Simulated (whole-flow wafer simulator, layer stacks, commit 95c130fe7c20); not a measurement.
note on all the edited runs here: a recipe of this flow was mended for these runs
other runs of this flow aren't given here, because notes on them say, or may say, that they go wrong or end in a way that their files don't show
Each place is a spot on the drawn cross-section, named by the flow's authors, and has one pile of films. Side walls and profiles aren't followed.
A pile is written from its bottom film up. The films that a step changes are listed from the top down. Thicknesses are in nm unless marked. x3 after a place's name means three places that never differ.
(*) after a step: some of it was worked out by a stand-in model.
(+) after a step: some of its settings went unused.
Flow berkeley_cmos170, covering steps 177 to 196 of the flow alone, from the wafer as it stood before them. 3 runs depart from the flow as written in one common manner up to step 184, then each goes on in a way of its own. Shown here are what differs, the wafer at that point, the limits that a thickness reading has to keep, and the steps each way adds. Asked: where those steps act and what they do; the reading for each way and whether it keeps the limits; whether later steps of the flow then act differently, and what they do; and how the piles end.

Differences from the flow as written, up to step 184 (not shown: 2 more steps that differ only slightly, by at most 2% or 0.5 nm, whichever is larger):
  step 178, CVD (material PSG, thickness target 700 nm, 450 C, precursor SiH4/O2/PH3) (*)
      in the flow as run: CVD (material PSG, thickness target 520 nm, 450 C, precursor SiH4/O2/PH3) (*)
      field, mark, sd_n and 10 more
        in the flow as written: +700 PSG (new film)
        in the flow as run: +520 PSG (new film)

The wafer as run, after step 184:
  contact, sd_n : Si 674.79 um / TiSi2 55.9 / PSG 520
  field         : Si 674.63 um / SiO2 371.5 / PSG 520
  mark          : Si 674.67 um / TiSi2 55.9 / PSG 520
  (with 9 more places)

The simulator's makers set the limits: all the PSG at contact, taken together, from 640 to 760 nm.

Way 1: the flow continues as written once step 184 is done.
  The reading taken after step 184 is 520 nm, which is outside the limits.
  Later steps of the flow acting differently than as written (not shown: 4 more steps that differ only slightly, by at most 2% or 0.5 nm, whichever is larger):
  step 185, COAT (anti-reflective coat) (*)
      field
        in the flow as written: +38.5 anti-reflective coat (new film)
        going this way: +37.6 anti-reflective coat (new film)
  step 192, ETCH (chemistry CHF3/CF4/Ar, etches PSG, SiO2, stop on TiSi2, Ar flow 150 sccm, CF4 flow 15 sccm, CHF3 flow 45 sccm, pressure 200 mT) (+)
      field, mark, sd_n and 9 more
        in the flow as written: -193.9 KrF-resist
        going this way: -148.9 KrF-resist
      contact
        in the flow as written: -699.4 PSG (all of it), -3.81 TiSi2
        going this way: -519.5 PSG (all of it), -3.81 TiSi2
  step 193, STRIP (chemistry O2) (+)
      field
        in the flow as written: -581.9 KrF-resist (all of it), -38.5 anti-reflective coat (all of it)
        going this way: -628.2 KrF-resist (all of it), -37.6 anti-reflective coat (all of it)
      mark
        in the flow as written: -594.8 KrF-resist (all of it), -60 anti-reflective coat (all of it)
        going this way: -641.3 KrF-resist (all of it), -60 anti-reflective coat (all of it)
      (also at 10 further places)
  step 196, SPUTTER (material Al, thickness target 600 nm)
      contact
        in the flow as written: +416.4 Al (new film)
        going this way: +463.5 Al (new film)
  The piles end different from the flow's at field, mark, sd_n and 10 more by more than 2% or 0.5 nm, whichever is larger.
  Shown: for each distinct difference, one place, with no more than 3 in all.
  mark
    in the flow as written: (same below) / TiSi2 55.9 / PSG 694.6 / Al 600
    going this way: (same below) / TiSi2 55.9 / PSG 514.6 / Al 600
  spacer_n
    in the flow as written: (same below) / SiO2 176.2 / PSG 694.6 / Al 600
    going this way: (same below) / SiO2 176.2 / PSG 514.6 / Al 600
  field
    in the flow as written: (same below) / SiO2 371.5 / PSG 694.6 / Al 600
    going this way: (same below) / SiO2 371.5 / PSG 514.6 / Al 600

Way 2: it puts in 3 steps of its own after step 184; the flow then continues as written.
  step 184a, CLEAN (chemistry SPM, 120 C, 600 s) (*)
      alters no film at any place that is followed
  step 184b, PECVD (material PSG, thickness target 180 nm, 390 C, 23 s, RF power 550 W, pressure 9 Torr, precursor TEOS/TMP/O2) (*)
      field, mark, sd_n and 10 more
        +180 PSG
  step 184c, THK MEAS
      alters no film at any place that is followed
  The reading taken after step 184c is 700 nm, which is within the limits.
  None of the later steps of the flow differs from how it acts as written, at any place that is followed, by more than 2% or 0.5 nm, whichever is larger.
  The piles end the same as the flow's at every place that both follow.

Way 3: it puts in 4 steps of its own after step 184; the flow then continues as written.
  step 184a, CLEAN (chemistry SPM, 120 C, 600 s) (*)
      alters no film at any place that is followed
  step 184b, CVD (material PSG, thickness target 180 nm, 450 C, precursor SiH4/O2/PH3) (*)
      field, mark, sd_n and 10 more
        +180 PSG
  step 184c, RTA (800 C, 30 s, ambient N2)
      alters no film at any place that is followed
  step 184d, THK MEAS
      alters no film at any place that is followed
  The reading taken after step 184d is 700 nm, which is within the limits.
  None of the later steps of the flow differs from how it acts as written, at any place that is followed, by more than 2% or 0.5 nm, whichever is larger.
  The piles end the same as the flow's at every place that both follow.

The limits are kept by: way 2, way 3. They are not kept by: way 1.
